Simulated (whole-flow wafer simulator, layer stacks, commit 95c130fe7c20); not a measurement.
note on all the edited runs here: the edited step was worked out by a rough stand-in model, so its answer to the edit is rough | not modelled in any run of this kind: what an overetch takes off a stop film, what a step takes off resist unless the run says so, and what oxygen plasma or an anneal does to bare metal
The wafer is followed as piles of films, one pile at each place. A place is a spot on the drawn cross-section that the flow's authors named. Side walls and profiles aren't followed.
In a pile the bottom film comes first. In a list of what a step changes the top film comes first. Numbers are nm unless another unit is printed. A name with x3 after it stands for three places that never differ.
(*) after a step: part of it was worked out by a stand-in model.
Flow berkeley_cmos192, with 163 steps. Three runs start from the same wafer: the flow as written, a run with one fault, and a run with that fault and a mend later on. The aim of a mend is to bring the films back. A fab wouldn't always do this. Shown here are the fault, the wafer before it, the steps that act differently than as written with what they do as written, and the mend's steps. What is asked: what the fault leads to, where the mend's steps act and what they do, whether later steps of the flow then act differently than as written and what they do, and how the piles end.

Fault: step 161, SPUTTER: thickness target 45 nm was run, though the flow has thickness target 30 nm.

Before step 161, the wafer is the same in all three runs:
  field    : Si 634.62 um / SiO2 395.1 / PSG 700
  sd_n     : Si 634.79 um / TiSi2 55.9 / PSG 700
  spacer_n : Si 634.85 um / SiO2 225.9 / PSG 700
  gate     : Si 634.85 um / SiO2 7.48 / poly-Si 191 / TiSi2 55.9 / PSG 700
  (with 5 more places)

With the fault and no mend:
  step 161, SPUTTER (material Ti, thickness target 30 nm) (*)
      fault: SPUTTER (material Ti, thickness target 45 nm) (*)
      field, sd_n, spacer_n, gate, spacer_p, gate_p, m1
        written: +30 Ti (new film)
        fault: +45 Ti (new film)
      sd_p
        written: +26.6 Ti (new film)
        fault: +40 Ti (new film)
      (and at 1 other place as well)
  None of the later steps of the flow differs from how it acts as written, at any place that is followed, by more than 2% or 0.5 nm, whichever is larger.
  By the end, the piles at field, sd_n, spacer_n and 6 more depart from the flow's by more than 2% or 0.5 nm, whichever is larger.
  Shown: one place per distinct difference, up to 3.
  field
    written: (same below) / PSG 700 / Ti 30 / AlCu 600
    fault: (same below) / PSG 700 / Ti 45 / AlCu 600
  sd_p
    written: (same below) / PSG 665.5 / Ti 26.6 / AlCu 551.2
    fault: (same below) / PSG 665.5 / Ti 40 / AlCu 550.4
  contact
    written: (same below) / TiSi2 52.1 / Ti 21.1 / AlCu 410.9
    fault: (same below) / TiSi2 52.1 / Ti 31.6 / AlCu 408.5

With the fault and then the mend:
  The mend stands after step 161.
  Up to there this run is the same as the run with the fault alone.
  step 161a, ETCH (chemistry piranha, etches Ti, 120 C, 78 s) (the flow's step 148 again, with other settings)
      field, sd_n, spacer_n, gate, spacer_p, gate_p, m1
        -45 Ti (all of it)
      sd_p
        -40 Ti (all of it)
      contact
        -31.6 Ti (all of it), -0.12 TiSi2
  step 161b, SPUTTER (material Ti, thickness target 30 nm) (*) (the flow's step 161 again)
      field, sd_n, spacer_n, gate, spacer_p, gate_p, m1
        +30 Ti (new film)
      sd_p
        +26.6 Ti (new film)
      contact
        +21.1 Ti (new film)
  None of the later steps of the flow acts differently than as written at any place that is followed.
  The piles end only slightly different from the flow's at the places that both follow, by no more than 2% or 0.5 nm, whichever is larger.
